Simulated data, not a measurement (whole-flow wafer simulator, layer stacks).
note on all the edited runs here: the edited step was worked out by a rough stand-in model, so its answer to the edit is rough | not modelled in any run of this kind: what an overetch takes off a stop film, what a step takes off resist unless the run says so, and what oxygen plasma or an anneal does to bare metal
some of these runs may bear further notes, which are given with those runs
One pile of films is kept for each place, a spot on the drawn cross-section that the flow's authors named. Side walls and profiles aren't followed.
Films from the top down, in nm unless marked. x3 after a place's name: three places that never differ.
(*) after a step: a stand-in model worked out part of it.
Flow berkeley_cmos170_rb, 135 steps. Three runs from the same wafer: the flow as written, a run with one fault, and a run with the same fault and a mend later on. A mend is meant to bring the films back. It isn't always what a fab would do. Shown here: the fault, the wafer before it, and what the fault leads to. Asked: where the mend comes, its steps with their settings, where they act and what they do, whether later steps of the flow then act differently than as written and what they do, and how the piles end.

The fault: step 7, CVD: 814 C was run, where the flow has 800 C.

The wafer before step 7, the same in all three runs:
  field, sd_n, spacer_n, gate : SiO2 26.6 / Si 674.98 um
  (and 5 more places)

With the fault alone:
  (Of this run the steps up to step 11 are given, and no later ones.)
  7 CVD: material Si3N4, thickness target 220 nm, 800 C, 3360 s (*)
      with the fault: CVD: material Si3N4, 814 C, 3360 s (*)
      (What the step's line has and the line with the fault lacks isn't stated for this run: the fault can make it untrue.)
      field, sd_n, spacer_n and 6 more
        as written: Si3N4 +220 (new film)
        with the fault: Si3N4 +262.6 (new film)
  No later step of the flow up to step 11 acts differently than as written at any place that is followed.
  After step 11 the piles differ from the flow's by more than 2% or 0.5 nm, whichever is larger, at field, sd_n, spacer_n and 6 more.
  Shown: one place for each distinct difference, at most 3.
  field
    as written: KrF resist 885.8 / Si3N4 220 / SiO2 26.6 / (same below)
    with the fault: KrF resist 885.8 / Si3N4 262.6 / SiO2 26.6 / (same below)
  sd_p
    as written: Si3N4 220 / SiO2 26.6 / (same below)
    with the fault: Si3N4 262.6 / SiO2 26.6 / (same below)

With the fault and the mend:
  The mend comes after step 7.
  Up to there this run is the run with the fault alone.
  7a ETCH: chemistry h3po4, depth target 42.59 nm
      field, sd_n, spacer_n and 6 more
        Si3N4 -42.6
  No later step of the flow acts differently than as written at any place that is followed.
  At the end the piles are the same as the flow's at every place that both follow.
